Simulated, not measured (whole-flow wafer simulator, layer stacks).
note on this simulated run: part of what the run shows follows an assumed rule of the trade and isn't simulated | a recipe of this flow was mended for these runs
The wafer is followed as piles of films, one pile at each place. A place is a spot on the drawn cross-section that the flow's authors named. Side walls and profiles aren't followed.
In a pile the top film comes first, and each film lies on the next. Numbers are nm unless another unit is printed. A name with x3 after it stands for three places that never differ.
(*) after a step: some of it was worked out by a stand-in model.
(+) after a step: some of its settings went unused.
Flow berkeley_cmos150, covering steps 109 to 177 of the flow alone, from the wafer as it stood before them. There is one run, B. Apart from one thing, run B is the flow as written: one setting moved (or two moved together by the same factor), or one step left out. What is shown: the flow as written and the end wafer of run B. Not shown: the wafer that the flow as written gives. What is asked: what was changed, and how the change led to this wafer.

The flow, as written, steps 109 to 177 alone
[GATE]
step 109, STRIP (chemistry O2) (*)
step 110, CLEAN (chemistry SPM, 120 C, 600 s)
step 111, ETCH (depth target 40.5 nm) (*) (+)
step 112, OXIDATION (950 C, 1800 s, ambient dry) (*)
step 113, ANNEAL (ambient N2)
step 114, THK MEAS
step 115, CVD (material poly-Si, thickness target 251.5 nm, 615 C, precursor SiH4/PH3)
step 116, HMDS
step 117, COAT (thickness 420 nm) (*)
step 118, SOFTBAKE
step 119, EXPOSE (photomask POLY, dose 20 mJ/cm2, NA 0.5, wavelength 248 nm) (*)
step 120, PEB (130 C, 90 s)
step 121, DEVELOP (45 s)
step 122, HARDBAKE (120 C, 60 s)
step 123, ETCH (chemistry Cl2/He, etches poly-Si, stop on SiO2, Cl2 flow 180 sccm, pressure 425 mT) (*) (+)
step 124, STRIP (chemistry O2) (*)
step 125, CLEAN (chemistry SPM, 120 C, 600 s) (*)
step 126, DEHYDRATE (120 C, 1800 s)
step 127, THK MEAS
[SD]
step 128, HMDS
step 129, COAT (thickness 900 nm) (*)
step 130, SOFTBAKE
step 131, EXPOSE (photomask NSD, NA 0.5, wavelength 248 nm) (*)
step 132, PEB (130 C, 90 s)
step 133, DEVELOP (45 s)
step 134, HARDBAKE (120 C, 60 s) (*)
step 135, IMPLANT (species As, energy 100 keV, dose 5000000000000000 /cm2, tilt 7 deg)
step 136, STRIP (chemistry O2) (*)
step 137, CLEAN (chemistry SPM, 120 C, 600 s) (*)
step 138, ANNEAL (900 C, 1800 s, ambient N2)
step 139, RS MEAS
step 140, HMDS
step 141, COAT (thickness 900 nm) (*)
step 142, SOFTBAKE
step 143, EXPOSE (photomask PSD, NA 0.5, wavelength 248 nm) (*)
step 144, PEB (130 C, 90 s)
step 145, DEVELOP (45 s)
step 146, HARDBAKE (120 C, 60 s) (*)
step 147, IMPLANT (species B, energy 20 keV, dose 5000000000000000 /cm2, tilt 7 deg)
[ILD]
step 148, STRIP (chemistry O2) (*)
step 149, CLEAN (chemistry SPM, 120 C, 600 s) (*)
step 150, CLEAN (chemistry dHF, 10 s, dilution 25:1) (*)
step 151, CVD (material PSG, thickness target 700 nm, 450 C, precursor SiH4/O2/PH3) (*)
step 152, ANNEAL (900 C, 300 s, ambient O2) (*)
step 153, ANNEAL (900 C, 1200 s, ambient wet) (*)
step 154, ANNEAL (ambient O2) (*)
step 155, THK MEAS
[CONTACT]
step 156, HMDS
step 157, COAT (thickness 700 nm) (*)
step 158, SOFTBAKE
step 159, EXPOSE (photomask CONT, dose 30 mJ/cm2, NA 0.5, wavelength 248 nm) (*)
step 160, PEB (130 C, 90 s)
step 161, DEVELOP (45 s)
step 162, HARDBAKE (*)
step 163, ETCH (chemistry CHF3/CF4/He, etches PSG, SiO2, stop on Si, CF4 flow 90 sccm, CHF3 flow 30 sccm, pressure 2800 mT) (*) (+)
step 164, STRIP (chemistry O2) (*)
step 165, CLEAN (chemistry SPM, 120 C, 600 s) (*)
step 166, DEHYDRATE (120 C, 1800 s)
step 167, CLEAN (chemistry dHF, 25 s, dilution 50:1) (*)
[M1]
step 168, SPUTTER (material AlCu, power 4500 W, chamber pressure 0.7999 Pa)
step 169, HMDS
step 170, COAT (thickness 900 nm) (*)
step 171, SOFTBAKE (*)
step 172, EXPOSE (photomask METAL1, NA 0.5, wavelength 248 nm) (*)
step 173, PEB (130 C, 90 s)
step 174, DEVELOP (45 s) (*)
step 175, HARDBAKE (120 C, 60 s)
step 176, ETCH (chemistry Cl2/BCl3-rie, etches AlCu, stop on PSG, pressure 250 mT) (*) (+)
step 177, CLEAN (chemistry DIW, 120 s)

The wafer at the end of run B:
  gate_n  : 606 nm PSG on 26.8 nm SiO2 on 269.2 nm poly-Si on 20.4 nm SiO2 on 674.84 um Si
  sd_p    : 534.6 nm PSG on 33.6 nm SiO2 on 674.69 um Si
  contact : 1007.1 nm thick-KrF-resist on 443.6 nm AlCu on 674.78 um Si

The reason: step 115, CVD: thickness target 281.7 nm was run, whereas the flow has thickness target 251.5 nm.

How this came from the change, step by step:
  step 115, CVD (material poly-Si, thickness target 251.5 nm, 615 C, precursor SiH4/PH3)
      field, field_p, sd_n, gate_n, sd_p, gate_p, contact, m1: +281.7 poly-Si (new film) (it would be, as written: +251.5 poly-Si (new film))
  step 123, ETCH (chemistry Cl2/He, etches poly-Si, stop on SiO2, Cl2 flow 180 sccm, pressure 425 mT) (*) (+)
      field, field_p, sd_n, sd_p, contact, m1: -281.7 poly-Si (all of it), -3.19 SiO2 (it would be, as written: -251.5 poly-Si (all of it), -3.19 SiO2)
      gate_n, gate_p: -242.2 KrF-resist (it would be, as written: -220.6 KrF-resist)
  step 124, STRIP (chemistry O2) (*)
      gate_n: +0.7 chemical SiO2 (new film), -153.6 KrF-resist (all of it), -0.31 poly-Si (it would be, as written: +0.69 chemical SiO2 (new film), -176.1 KrF-resist (all of it), -0.3 poly-Si)
      gate_p: +0.7 chemical SiO2 (new film), -190.7 KrF-resist (all of it), -0.31 poly-Si (it would be, as written: +0.69 chemical SiO2 (new film), -213.2 KrF-resist (all of it), -0.3 poly-Si)
  step 129, COAT (thickness 900 nm) (*)
      gate_n: +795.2 thick-KrF-resist (new film) (it would be, as written: +819.9 thick-KrF-resist (new film))
      gate_p: +863.9 thick-KrF-resist (new film) (it would be, as written: +888.9 thick-KrF-resist (new film))
  step 133, DEVELOP (45 s)
      gate_n: -793.4 thick-KrF-resist (all of it) (it would be, as written: -818.1 thick-KrF-resist (all of it))
  step 136, STRIP (chemistry O2) (*)
      gate_p: -848.6 thick-KrF-resist (all of it), +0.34 chemical SiO2, -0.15 poly-Si (it would be, as written: -873.6 thick-KrF-resist (all of it), +0.34 chemical SiO2, -0.15 poly-Si)
  step 141, COAT (thickness 900 nm) (*)
      gate_n: +795 thick-KrF-resist (new film) (it would be, as written: +819.7 thick-KrF-resist (new film))
      gate_p: +863.8 thick-KrF-resist (new film) (it would be, as written: +888.8 thick-KrF-resist (new film))
  step 145, DEVELOP (45 s)
      gate_p: -861.7 thick-KrF-resist (all of it) (it would be, as written: -886.7 thick-KrF-resist (all of it))
  step 148, STRIP (chemistry O2) (*)
      gate_n: -779.8 thick-KrF-resist (all of it), +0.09 chemical SiO2, -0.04 poly-Si (it would be, as written: -804.5 thick-KrF-resist (all of it), +0.09 chemical SiO2, -0.04 poly-Si)
  step 157, COAT (thickness 700 nm) (*)
      gate_n: +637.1 KrF-resist (new film) (it would be, as written: +650.5 KrF-resist (new film))
  step 164, STRIP (chemistry O2) (*)
      gate_n: -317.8 KrF-resist (all of it) (it would be, as written: -331.2 KrF-resist (all of it))
      gate_p: -362.4 KrF-resist (all of it) (it would be, as written: -375.7 KrF-resist (all of it))
  step 170, COAT (thickness 900 nm) (*)
      gate_n: +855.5 thick-KrF-resist (new film) (it would be, as written: +873.3 thick-KrF-resist (new film))
  step 174, DEVELOP (45 s) (*)
      gate_n: -853.5 thick-KrF-resist (all of it), -10 AlCu (it would be, as written: -871.2 thick-KrF-resist (all of it), -10 AlCu)
